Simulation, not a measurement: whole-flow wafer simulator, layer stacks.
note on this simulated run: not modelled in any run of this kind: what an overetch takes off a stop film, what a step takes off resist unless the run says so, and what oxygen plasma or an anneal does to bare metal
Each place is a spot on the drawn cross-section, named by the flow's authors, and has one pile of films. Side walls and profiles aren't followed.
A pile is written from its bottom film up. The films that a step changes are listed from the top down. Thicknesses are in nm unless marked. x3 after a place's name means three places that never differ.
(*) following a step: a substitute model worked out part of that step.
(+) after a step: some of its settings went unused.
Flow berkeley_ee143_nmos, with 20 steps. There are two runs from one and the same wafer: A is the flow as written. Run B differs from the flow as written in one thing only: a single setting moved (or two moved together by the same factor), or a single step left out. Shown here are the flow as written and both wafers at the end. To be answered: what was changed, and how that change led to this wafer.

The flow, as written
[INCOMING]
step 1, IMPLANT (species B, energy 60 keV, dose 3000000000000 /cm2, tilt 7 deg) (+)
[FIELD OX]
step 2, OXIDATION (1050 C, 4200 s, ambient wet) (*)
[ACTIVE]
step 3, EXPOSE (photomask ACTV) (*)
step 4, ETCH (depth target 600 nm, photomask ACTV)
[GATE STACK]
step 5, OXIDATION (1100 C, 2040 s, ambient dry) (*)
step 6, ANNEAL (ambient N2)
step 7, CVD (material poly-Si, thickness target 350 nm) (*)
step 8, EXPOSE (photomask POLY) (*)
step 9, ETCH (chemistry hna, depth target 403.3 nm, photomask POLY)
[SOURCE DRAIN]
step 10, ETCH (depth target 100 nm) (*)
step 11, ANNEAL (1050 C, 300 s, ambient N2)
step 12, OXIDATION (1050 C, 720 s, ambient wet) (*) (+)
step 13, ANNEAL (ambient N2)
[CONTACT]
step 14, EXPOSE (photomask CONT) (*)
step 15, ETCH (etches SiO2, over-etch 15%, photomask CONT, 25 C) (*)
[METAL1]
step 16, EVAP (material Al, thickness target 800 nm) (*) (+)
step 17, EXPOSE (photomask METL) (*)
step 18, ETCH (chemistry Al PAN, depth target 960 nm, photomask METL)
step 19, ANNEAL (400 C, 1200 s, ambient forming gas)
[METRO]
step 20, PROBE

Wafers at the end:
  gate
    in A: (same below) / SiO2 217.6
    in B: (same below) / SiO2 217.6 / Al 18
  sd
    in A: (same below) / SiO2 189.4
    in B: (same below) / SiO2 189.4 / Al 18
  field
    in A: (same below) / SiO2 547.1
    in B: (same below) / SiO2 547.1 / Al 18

What caused this: step 18, ETCH: depth target 782 nm was run, though the flow has depth target 960 nm.

Step by step, how the change led to this:
  step 18, ETCH (chemistry Al PAN, depth target 960 nm, photomask METL)
      gate, sd, field: A -800 Al (all of it) | B -782 Al
Taking metal films that touch as one body, gate has 1 body; the flow as written gives 0 bodies.
Taking metal films that touch as one body, sd has 1 body; the flow as written gives 0 bodies.
Taking metal films that touch as one body, field has 1 body; the flow as written gives 0 bodies.
